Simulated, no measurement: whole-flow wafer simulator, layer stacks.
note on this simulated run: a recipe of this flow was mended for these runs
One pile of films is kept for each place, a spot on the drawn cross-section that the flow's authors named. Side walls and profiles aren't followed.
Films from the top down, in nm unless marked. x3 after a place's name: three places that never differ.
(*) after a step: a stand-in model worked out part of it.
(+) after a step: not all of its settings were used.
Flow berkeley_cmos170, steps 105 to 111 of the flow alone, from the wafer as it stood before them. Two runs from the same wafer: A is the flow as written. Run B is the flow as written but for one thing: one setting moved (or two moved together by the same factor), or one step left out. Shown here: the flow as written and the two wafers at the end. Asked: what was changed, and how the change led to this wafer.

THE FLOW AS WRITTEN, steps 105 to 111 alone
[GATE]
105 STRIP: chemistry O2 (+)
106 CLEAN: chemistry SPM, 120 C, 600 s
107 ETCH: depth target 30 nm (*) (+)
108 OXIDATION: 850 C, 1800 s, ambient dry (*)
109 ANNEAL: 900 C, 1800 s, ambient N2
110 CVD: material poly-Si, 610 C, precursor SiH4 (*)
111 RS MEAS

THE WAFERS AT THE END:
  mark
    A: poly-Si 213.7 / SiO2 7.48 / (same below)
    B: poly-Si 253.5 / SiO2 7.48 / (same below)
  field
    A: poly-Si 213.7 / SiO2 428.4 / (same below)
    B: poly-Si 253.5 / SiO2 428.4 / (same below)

The cause: step 110, CVD: 619 C was run, where the flow has 610 C.

How the change led to this, step by step:
  110 CVD: material poly-Si, 610 C, precursor SiH4 (*)
      field, mark, sd_n and 10 more: A poly-Si +213.7 (new film) | B poly-Si +253.5 (new film)
